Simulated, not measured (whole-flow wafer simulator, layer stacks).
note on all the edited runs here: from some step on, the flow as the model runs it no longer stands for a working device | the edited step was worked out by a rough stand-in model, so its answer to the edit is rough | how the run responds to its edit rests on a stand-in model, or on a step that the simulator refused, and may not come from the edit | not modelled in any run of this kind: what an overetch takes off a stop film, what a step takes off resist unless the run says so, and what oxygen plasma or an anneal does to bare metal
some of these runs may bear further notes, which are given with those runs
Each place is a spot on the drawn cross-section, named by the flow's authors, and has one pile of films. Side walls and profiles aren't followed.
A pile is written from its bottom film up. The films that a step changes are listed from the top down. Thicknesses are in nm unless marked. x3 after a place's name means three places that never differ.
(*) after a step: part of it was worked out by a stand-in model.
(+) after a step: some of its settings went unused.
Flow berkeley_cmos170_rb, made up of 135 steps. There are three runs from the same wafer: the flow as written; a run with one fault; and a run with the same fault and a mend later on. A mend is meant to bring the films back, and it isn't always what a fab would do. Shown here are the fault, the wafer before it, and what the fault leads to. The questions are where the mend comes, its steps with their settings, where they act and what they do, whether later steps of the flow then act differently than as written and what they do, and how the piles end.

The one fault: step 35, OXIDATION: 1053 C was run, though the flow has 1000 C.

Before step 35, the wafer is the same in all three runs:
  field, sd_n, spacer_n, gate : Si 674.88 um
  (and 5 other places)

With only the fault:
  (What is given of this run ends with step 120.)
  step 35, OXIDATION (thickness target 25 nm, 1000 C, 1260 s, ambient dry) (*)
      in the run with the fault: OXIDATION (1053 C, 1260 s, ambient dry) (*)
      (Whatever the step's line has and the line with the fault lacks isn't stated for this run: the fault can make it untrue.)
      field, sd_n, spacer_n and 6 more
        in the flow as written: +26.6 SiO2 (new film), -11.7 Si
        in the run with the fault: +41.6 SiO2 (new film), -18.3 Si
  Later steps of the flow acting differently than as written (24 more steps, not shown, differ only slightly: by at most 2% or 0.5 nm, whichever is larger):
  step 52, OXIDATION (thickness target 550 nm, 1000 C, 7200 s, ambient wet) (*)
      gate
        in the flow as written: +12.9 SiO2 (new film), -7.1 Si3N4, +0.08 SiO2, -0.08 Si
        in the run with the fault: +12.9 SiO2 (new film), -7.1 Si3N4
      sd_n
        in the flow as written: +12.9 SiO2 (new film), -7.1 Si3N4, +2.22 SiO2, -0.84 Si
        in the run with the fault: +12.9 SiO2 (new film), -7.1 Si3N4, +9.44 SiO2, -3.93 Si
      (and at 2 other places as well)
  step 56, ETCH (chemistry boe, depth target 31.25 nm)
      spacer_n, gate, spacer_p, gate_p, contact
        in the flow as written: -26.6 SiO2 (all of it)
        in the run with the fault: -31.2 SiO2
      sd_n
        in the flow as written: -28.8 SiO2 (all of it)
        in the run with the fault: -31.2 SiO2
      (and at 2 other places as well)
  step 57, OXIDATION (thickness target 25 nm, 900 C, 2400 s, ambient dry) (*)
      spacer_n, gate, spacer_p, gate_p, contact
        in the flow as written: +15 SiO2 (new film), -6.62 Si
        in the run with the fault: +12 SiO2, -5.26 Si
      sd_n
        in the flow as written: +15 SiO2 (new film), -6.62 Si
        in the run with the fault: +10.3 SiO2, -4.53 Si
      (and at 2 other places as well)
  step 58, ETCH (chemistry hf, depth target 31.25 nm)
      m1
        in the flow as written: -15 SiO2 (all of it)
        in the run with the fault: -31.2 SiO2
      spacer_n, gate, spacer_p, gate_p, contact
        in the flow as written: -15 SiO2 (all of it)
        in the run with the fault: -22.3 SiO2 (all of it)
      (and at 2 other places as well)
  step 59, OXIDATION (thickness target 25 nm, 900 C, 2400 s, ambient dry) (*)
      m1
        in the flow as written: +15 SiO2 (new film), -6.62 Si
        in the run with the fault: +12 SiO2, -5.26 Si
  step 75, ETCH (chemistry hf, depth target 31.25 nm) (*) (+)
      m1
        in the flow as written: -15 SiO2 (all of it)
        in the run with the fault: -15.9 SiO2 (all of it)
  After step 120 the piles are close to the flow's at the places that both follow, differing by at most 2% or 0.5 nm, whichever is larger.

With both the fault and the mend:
  The mend stands after step 36.
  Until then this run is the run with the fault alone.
  step 36a, WET ETCH (chemistry hf, depth target 15.07 nm)
      field, sd_n, spacer_n and 6 more
        -15.1 SiO2
  Later steps of the flow that are run all act as written at every place that is followed, up to a difference of at most 2% or 0.5 nm, whichever is larger.
  At the end the piles are close to the flow's at the places that both follow, differing by at most 2% or 0.5 nm, whichever is larger.
